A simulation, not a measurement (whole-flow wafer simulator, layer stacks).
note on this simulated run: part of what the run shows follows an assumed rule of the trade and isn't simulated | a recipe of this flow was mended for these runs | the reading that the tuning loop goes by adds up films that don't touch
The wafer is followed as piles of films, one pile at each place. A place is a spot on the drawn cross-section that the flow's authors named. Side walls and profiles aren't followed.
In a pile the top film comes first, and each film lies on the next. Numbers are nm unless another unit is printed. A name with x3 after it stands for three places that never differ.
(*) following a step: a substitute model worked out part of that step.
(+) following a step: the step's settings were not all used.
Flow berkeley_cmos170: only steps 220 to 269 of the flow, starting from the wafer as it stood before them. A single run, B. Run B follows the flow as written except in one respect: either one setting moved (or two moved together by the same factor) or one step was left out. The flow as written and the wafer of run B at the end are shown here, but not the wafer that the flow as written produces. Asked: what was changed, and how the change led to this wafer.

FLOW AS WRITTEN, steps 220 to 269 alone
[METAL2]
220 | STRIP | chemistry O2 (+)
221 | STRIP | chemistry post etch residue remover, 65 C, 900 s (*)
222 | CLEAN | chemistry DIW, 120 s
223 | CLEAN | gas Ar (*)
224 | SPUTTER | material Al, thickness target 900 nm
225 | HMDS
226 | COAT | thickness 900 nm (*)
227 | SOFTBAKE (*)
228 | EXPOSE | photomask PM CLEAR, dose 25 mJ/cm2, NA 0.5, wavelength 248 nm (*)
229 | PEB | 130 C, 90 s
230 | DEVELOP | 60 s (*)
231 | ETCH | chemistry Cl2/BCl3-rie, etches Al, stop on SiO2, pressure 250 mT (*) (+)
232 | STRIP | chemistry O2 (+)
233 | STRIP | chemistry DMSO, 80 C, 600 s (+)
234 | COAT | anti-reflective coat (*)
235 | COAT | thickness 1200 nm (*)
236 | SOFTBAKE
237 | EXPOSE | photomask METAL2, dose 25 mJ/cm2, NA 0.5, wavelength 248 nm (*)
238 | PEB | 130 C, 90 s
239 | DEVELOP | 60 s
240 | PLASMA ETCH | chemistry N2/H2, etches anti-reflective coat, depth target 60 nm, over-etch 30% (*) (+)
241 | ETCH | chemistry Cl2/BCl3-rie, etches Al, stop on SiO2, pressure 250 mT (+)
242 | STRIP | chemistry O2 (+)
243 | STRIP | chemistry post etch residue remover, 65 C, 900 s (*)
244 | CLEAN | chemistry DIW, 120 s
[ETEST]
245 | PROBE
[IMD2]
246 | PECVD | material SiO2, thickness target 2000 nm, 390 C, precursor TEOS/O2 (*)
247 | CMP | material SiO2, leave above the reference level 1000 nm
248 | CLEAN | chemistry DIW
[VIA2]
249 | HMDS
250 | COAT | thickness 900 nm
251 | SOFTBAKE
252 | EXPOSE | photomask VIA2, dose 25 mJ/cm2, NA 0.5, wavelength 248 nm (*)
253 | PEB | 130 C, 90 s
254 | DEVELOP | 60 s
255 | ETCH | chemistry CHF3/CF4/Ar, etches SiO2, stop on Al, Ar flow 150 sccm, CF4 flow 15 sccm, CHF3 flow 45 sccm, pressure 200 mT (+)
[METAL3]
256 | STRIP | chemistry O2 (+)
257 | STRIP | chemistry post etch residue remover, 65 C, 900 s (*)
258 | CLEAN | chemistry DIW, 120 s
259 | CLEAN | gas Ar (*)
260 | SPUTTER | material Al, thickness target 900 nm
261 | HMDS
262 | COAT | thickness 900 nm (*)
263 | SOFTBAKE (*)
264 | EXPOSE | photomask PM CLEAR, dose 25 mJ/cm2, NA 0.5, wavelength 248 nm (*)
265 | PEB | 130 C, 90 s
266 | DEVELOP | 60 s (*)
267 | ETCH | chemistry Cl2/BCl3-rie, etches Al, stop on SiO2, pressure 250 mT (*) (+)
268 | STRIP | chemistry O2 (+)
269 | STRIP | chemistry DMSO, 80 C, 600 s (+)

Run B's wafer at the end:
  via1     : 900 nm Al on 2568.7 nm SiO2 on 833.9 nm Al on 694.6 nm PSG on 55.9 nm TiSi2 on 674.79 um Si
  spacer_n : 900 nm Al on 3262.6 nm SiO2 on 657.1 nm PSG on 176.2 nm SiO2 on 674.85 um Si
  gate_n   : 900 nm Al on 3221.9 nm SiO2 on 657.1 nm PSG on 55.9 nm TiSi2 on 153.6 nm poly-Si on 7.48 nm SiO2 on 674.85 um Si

The reason: step 224, SPUTTER: thickness target 819 nm was run, though the flow has thickness target 900 nm.

How this came from the change, step by step:
  224 | SPUTTER | material Al, thickness target 900 nm
      field, mark, sd_n and 9 more: Al gains 819 (new film) (in the flow as written it would be: Al gains 900 (new film))
      via1: Al gains 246 (in the flow as written it would be: Al gains 259.4)
  226 | COAT | thickness 900 nm (*)
      via1: KrF-resist gains 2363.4 (new film) (in the flow as written it would be: KrF-resist gains 2428.6 (new film))
  231 | ETCH | chemistry Cl2/BCl3-rie, etches Al, stop on SiO2, pressure 250 mT (*) (+)
      field, sd_n, spacer_n and 9 more: KrF-resist loses 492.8 (in the flow as written it would be: KrF-resist loses 533.3)
      mark: Al loses 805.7 (all of it), SiO2 loses 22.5 (in the flow as written it would be: Al loses 886.7 (all of it), SiO2 loses 22.5)
  232 | STRIP | chemistry O2 (+)
      field, spacer_n, gate_n: KrF-resist loses 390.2 (all of it) (in the flow as written it would be: KrF-resist loses 349.7 (all of it))
      sd_n: KrF-resist loses 387.6 (all of it) (in the flow as written it would be: KrF-resist loses 347 (all of it))
      (and at 7 other places as well)
  234 | COAT | anti-reflective coat (*)
      via1: anti-reflective coat gains 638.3 (new film) (in the flow as written it would be: anti-reflective coat gains 671.1 (new film))
  241 | ETCH | chemistry Cl2/BCl3-rie, etches Al, stop on SiO2, pressure 250 mT (+)
      field, sd_n, spacer_n, gate_n, sd_p, spacer_p, gate_p: Al loses 819 (all of it), SiO2 loses 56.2 (in the flow as written it would be: Al loses 900 (all of it), SiO2 loses 56.2)
      contact, m1, via1, m2, via2: KrF-resist loses 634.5 (in the flow as written it would be: KrF-resist loses 675)
      (and at 1 other place as well)
  242 | STRIP | chemistry O2 (+)
      contact: KrF-resist loses 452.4 (all of it), anti-reflective coat loses 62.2 (all of it) (in the flow as written it would be: KrF-resist loses 412 (all of it), anti-reflective coat loses 62.1 (all of it))
      m1: KrF-resist loses 472.6 (all of it), anti-reflective coat loses 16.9 (all of it) (in the flow as written it would be: KrF-resist loses 433.1 (all of it), anti-reflective coat loses 16.6 (all of it))
      (and at 3 other places as well)
  246 | PECVD | material SiO2, thickness target 2000 nm, 390 C, precursor TEOS/O2 (*)
      via1: SiO2 gains 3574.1 (new film) (in the flow as written it would be: SiO2 gains 3103.6 (new film), void gains 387 (new film), SiO2 gains 151 (new film))
  247 | CMP | material SiO2, leave above the reference level 1000 nm
      mark: SiO2 loses 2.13 (in the flow as written it would be: nothing)
      field, sd_n, spacer_n, gate_n, sd_p, spacer_p, gate_p: SiO2 loses 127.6 (in the flow as written it would be: SiO2 loses 46.6)
